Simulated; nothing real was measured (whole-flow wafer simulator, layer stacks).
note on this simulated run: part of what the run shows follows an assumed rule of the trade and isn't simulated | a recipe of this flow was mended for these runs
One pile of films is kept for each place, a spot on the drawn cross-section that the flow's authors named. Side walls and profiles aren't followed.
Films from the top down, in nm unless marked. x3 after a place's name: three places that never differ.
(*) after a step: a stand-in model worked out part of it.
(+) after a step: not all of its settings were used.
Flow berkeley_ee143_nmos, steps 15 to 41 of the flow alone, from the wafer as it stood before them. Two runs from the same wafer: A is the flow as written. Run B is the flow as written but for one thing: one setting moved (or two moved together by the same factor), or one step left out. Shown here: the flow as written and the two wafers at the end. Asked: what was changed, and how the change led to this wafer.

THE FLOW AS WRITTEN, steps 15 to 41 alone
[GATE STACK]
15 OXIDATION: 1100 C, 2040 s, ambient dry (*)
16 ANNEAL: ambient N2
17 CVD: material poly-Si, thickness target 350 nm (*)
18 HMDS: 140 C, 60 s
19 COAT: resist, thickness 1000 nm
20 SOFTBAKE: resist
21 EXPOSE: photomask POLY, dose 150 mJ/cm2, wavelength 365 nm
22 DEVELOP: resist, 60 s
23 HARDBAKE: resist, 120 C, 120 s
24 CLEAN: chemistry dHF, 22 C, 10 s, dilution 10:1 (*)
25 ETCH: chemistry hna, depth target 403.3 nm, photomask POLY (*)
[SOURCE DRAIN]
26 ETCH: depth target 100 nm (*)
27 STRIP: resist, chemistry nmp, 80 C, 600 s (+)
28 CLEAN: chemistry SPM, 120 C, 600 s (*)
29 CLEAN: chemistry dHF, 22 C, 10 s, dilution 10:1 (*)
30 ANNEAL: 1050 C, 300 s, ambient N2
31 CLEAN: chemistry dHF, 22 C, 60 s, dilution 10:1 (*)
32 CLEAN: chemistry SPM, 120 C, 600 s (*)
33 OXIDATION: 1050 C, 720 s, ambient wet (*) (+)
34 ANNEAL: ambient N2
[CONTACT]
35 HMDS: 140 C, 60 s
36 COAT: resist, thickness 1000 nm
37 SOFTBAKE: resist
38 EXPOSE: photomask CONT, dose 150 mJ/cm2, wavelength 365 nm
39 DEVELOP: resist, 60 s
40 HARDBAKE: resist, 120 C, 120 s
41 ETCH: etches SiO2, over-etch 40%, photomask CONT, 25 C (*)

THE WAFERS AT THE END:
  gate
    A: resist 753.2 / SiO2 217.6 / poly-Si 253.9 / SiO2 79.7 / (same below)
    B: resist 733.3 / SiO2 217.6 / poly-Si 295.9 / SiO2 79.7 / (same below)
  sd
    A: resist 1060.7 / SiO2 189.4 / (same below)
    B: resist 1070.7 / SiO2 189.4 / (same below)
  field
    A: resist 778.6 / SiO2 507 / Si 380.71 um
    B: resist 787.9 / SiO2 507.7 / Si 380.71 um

The cause: step 17, CVD: thickness target 392 nm was run, where the flow has thickness target 350 nm.

How the change led to this, step by step:
  17 CVD: material poly-Si, thickness target 350 nm (*)
      gate, sd, contact, field: A poly-Si +350 (new film) | B poly-Si +392 (new film)
  25 ETCH: chemistry hna, depth target 403.3 nm, photomask POLY (*)
      sd, contact, field: A poly-Si -350 (all of it), SiO2 -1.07 | B poly-Si -392 (all of it), SiO2 -0.23
  36 COAT: resist, thickness 1000 nm
      gate: A resist +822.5 (new film) | B resist +800.7 (new film)
  40 HARDBAKE: resist, 120 C, 120 s
      gate: A resist -69 | B resist -67
